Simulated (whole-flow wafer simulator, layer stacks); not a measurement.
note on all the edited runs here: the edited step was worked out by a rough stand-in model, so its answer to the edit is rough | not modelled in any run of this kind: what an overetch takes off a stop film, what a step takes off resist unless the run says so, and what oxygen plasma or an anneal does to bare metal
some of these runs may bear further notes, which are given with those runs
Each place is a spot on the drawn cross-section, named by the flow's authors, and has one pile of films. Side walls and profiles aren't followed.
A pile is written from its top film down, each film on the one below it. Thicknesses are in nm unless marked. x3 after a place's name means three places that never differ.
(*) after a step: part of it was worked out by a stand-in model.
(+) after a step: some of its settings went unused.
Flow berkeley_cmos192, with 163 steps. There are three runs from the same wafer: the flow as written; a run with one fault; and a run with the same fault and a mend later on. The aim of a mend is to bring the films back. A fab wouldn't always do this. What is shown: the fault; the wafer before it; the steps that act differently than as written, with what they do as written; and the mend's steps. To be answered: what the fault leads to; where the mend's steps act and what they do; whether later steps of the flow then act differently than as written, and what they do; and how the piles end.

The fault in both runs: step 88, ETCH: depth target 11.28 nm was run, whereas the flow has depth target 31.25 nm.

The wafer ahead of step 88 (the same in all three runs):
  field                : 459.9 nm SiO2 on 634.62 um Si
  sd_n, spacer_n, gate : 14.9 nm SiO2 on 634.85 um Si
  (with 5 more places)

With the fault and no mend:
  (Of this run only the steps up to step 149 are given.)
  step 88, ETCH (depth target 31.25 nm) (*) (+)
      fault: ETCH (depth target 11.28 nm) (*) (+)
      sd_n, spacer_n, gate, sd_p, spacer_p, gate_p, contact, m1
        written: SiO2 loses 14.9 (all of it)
        fault: SiO2 loses 11.3
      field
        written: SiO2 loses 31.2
        fault: SiO2 loses 11.3
  Steps later in the flow that act otherwise than as written (not shown: 24 more steps that differ only slightly, by at most 2% or 0.5 nm, whichever is larger):
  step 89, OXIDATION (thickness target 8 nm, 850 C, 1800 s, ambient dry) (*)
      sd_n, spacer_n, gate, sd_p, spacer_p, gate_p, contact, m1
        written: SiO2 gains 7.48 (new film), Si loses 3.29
        fault: SiO2 gains 5.48, Si loses 2.41
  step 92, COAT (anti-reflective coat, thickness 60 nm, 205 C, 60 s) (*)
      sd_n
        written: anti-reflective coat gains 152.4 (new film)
        fault: anti-reflective coat gains 164.6 (new film)
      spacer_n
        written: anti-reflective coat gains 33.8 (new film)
        fault: anti-reflective coat gains 29.6 (new film)
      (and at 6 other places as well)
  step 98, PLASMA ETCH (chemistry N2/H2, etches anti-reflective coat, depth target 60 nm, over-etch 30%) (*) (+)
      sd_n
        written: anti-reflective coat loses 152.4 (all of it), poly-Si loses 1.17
        fault: anti-reflective coat loses 164.6 (all of it), poly-Si loses 1.27
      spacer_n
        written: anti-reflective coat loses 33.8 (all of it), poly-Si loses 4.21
        fault: anti-reflective coat loses 29.6 (all of it), poly-Si loses 4.73
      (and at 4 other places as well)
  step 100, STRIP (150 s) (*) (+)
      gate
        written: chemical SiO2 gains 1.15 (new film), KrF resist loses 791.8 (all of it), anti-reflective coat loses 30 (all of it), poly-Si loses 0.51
        fault: chemical SiO2 gains 1.15 (new film), KrF resist loses 806.4 (all of it), anti-reflective coat loses 25.6 (all of it), poly-Si loses 0.51
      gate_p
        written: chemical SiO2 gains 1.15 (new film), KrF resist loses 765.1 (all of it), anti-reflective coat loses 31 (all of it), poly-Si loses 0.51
        fault: chemical SiO2 gains 1.15 (new film), KrF resist loses 774.6 (all of it), anti-reflective coat loses 28 (all of it), poly-Si loses 0.51
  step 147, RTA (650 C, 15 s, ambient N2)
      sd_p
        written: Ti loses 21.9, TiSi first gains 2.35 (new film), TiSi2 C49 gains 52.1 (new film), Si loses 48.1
        fault: Ti loses 21.5, TiSi first gains 1.56 (new film), TiSi2 C49 gains 52.5 (new film), Si loses 47.9
  After step 149, at field, gate, sd_p, gate_p, the piles differ from the flow's by more than 2% or 0.5 nm, whichever is larger.
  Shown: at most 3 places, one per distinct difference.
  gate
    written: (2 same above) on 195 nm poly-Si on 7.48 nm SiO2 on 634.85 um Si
    fault: (2 same above) on 195 nm poly-Si on 9.15 nm SiO2 on 634.85 um Si
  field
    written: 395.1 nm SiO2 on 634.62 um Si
    fault: 415 nm SiO2 on 634.62 um Si
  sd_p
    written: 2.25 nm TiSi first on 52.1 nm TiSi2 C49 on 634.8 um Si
    fault: 1.46 nm TiSi first on 52.5 nm TiSi2 C49 on 634.8 um Si

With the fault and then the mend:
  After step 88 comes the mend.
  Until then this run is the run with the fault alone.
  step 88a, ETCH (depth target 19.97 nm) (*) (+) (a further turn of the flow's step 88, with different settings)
      sd_n, spacer_n, gate, sd_p, spacer_p, gate_p, contact, m1
        SiO2 loses 3.66 (all of it)
      field
        SiO2 loses 20
  Later steps of the flow that are run all act as written at every place that is followed, up to a difference of at most 2% or 0.5 nm, whichever is larger.
  The piles end the same as the flow's at every place that both follow.
